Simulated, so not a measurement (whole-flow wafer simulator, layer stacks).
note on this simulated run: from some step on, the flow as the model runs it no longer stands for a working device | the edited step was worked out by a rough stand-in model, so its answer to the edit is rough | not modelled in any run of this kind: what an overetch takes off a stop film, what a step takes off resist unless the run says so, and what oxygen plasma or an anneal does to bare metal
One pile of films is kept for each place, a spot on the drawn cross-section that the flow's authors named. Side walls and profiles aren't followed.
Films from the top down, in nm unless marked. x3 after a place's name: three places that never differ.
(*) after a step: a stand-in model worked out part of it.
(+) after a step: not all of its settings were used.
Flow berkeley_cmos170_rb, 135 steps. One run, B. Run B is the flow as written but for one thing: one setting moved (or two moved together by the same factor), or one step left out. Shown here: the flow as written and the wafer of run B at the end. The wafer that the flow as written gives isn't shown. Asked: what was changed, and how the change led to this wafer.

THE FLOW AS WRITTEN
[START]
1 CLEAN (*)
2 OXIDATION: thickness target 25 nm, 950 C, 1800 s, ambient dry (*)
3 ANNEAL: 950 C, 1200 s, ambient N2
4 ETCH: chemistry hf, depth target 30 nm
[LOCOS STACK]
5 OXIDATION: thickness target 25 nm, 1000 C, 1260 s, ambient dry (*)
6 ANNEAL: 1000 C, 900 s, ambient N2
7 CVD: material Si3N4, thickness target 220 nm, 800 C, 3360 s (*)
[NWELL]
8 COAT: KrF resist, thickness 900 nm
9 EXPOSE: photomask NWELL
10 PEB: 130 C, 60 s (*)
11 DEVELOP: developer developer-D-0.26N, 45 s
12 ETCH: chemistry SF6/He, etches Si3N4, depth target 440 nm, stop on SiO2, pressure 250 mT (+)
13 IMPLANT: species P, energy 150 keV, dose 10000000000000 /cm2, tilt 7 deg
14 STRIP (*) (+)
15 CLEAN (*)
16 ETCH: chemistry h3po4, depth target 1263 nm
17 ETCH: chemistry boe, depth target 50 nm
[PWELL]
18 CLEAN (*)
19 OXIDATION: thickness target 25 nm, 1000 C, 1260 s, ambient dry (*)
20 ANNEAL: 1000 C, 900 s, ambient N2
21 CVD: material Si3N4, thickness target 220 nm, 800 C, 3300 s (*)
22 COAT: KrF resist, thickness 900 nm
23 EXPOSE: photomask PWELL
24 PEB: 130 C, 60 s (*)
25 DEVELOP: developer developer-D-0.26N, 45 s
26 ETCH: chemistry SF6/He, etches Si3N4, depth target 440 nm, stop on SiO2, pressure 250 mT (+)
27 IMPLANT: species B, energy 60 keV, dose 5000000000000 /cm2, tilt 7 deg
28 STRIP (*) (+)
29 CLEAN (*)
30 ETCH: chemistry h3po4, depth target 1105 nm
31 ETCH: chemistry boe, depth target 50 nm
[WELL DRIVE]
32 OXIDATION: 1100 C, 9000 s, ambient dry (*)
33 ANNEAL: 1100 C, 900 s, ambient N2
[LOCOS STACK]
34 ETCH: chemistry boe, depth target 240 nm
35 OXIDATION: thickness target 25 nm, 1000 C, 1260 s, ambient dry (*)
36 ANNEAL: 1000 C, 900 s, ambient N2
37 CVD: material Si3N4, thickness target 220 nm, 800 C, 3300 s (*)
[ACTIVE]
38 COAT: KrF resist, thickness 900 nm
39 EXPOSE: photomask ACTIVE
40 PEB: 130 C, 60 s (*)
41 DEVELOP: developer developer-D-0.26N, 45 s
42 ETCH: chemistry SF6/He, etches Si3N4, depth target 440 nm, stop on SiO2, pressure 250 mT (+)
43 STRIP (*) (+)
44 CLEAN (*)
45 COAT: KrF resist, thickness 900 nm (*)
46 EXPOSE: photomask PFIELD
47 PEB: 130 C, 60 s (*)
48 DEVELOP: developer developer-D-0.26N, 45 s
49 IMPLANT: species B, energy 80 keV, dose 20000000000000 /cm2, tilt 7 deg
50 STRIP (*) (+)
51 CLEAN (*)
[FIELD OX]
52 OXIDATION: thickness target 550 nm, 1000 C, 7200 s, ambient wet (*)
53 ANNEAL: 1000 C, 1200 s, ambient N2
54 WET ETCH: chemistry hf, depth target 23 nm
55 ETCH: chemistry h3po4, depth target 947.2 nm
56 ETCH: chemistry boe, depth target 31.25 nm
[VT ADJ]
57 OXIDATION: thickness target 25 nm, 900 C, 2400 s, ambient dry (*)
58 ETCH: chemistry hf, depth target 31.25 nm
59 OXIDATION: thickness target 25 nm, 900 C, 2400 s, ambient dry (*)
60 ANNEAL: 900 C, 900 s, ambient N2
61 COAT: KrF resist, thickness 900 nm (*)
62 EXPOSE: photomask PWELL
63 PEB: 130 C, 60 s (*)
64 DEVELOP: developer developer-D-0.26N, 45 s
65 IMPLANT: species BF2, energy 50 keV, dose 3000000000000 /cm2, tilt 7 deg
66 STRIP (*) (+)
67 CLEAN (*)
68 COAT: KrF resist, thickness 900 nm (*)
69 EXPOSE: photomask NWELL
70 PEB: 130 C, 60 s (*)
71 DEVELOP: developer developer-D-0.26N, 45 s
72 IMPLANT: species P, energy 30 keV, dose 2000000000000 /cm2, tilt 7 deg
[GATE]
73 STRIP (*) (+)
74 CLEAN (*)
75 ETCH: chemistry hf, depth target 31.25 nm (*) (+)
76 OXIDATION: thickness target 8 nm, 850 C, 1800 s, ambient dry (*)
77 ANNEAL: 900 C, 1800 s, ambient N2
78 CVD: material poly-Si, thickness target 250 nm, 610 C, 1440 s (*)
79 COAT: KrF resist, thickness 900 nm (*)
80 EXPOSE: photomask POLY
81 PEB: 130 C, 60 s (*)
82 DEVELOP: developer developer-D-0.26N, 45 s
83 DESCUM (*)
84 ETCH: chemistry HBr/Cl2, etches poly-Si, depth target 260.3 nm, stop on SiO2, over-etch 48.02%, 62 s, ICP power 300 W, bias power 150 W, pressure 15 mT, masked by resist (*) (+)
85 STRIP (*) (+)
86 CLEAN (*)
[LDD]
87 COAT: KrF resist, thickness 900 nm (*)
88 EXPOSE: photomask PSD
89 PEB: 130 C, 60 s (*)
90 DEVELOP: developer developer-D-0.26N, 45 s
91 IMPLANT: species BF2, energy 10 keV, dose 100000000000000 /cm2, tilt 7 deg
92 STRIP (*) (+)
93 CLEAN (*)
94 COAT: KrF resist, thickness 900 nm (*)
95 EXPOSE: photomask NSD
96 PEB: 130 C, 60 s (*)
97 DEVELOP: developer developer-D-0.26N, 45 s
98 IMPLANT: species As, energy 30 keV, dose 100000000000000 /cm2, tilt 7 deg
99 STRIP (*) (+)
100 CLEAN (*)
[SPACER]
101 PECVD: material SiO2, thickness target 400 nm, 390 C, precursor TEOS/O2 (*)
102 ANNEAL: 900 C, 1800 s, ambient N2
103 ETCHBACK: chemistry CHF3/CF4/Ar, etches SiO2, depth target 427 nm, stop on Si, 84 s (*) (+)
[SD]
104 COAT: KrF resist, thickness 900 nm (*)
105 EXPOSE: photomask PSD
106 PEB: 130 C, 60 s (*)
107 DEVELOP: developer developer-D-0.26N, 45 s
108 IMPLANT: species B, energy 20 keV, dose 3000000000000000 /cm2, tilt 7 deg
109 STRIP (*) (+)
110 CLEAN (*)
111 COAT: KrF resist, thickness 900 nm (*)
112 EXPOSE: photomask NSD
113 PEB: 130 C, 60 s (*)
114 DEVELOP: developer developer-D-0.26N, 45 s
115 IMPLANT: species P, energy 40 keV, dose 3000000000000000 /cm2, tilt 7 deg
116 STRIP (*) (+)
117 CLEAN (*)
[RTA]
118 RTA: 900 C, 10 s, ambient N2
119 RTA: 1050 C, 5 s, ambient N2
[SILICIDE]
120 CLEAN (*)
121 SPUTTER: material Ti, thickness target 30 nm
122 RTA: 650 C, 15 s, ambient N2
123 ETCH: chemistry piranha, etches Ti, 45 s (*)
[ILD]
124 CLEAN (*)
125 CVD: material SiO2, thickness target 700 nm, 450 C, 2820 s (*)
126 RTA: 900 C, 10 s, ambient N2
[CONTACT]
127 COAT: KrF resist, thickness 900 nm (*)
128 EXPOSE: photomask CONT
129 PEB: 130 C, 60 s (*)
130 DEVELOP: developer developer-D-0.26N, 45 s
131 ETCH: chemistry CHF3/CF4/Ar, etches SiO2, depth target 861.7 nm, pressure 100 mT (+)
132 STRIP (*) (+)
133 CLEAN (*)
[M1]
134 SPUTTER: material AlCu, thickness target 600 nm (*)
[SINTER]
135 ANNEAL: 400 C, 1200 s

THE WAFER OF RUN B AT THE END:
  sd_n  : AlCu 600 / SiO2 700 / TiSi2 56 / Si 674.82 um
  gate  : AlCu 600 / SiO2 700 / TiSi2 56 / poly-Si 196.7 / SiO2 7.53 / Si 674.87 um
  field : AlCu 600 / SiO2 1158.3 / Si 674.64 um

The cause: step 32, OXIDATION: 5850 s was run, where the flow has 9000 s.

How the change led to this, step by step:
  32 OXIDATION: 1100 C, 9000 s, ambient dry (*)
      field, sd_n, spacer_n and 6 more: SiO2 +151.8 (new film), Si -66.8 (as written it would be: SiO2 +197.6 (new film), Si -86.9)
  34 ETCH: chemistry boe, depth target 240 nm
      field, sd_n, spacer_n and 6 more: SiO2 -151.8 (all of it) (as written it would be: SiO2 -197.6 (all of it))
